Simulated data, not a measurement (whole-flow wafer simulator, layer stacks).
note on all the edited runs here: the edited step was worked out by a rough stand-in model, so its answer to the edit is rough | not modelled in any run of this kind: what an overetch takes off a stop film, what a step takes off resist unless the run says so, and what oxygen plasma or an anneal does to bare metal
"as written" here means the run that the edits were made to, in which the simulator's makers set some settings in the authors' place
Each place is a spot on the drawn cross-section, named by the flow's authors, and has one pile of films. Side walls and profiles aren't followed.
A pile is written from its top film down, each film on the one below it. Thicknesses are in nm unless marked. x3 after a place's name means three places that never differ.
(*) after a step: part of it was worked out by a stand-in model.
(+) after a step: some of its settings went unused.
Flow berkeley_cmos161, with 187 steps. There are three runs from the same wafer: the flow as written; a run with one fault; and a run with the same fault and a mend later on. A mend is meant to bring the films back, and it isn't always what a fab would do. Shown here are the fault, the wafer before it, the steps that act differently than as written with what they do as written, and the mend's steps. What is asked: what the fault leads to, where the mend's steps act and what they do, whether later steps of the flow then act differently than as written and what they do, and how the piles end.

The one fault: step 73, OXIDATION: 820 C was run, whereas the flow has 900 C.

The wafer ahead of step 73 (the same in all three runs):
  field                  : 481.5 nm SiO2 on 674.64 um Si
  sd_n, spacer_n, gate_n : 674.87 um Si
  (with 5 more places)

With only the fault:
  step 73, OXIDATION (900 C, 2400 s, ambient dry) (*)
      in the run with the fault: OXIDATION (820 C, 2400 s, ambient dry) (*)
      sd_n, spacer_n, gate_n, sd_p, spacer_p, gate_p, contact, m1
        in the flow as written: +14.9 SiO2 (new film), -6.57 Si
        in the run with the fault: +6.47 SiO2 (new film), -2.85 Si
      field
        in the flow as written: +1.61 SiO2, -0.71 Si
        in the run with the fault: +0.34 SiO2, -0.15 Si
  Later steps of the flow acting differently than as written (44 other steps are not shown; they differ only slightly, by no more than 2% or 0.5 nm, whichever is larger):
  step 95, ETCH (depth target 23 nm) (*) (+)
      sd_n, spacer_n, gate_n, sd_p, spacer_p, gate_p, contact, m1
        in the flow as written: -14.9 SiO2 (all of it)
        in the run with the fault: -6.47 SiO2 (all of it)
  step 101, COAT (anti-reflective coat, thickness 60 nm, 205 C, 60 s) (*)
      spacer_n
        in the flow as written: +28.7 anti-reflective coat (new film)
        in the run with the fault: +29.6 anti-reflective coat (new film)
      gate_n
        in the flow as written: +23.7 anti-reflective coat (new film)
        in the run with the fault: +24.6 anti-reflective coat (new film)
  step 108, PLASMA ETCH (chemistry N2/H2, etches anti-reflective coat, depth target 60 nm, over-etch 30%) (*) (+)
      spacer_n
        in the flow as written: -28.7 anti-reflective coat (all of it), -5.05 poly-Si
        in the run with the fault: -29.6 anti-reflective coat (all of it), -4.92 poly-Si
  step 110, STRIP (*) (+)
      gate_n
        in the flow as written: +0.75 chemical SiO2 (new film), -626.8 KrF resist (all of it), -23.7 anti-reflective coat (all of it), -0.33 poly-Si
        in the run with the fault: +0.75 chemical SiO2 (new film), -624 KrF resist (all of it), -24.6 anti-reflective coat (all of it), -0.33 poly-Si
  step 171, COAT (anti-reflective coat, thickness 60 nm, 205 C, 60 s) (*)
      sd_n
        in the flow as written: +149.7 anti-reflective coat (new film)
        in the run with the fault: +146 anti-reflective coat (new film)
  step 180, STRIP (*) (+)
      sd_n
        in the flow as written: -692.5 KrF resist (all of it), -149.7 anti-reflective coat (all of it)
        in the run with the fault: -693.2 KrF resist (all of it), -146 anti-reflective coat (all of it)
  The piles end only slightly different from the flow's at the places that both follow, by no more than 2% or 0.5 nm, whichever is larger.

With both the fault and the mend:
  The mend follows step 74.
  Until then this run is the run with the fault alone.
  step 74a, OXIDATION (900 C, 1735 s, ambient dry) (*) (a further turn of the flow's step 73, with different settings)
      sd_n, spacer_n, gate_n, sd_p, spacer_p, gate_p, contact, m1
        +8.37 SiO2, -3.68 Si
      field
        +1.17 SiO2, -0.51 Si
  Later steps of the flow that are run all act as written at every place that is followed, up to a difference of at most 2% or 0.5 nm, whichever is larger.
  The piles end only slightly different from the flow's at the places that both follow, by no more than 2% or 0.5 nm, whichever is larger.
